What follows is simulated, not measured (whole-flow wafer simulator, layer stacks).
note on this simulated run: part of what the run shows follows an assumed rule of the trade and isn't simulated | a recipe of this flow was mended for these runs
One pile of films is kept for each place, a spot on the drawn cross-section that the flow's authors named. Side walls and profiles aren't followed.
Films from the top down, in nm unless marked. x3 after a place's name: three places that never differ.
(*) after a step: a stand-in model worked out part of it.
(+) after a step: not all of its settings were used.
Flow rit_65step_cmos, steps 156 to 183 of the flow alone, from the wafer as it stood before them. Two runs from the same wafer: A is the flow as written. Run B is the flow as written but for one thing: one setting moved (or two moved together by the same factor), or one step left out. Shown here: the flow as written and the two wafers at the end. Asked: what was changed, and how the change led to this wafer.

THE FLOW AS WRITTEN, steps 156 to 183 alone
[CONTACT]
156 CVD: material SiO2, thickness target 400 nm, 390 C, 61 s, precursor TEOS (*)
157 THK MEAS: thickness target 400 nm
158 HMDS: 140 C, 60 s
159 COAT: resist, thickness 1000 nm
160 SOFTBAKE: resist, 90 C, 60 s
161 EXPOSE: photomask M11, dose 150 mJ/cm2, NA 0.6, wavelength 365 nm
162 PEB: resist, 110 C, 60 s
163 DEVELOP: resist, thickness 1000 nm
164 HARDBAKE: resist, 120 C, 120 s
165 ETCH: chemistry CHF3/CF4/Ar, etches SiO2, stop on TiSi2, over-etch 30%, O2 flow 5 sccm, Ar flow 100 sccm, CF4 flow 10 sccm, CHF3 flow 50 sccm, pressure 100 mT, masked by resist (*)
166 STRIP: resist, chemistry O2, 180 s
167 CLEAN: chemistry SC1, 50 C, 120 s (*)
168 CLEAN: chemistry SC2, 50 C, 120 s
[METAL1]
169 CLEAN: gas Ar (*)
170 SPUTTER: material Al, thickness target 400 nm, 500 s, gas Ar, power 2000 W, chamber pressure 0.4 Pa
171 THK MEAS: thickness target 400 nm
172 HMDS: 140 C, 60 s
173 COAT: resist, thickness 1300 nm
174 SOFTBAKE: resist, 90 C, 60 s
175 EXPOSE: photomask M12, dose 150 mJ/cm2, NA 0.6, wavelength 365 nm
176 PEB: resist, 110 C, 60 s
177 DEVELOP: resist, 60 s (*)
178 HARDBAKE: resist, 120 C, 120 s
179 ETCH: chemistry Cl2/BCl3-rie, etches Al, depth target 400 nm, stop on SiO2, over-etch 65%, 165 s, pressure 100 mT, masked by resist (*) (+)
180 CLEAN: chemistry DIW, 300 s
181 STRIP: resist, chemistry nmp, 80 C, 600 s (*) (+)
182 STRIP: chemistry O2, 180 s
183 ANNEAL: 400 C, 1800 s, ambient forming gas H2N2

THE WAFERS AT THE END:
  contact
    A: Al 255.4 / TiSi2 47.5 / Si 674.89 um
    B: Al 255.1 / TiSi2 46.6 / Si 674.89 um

The cause: step 165, ETCH: over-etch 34.8% was run, where the flow has over-etch 30%.

How the change led to this, step by step:
  165 ETCH: chemistry CHF3/CF4/Ar, etches SiO2, stop on TiSi2, over-etch 30%, O2 flow 5 sccm, Ar flow 100 sccm, CF4 flow 10 sccm, CHF3 flow 50 sccm, pressure 100 mT, masked by resist (*)
      field, field_pw, field_nw and 10 more: A resist -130 | B resist -134.8
      contact: A SiO2 -400 (all of it), TiSi2 -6 | B SiO2 -400 (all of it), TiSi2 -6.96
